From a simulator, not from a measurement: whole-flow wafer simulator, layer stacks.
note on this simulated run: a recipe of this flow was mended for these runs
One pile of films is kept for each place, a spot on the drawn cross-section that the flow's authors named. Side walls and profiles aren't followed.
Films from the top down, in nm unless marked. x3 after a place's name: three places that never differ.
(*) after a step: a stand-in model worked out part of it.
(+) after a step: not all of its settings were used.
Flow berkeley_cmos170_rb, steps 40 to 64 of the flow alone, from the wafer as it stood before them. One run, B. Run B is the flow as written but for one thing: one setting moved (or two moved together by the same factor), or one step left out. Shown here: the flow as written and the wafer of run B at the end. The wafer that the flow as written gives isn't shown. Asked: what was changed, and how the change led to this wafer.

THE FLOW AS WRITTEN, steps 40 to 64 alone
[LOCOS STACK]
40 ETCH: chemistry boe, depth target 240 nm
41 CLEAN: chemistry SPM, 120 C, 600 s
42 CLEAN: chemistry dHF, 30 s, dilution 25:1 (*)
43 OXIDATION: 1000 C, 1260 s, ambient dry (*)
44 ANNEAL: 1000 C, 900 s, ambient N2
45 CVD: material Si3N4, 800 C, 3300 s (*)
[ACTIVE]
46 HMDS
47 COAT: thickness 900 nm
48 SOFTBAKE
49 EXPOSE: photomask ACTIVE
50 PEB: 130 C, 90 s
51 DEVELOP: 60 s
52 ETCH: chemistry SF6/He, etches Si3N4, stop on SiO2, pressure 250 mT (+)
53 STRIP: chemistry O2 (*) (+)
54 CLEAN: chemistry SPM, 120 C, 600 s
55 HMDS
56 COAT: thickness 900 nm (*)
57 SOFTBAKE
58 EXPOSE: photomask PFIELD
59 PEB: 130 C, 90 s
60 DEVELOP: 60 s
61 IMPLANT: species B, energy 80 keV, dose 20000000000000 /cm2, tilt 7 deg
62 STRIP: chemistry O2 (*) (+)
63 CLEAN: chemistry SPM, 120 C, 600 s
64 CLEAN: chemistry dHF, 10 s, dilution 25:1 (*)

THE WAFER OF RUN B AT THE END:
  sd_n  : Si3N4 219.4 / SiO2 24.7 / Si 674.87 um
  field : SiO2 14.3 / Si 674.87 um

The cause: step 43, OXIDATION: 1102 s was run, where the flow has 1260 s.

How the change led to this, step by step:
  43 OXIDATION: 1000 C, 1260 s, ambient dry (*)
      field, sd_n, spacer_n and 6 more: SiO2 +24.7 (new film), Si -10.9 (as written it would be: SiO2 +26.6 (new film), Si -11.7)
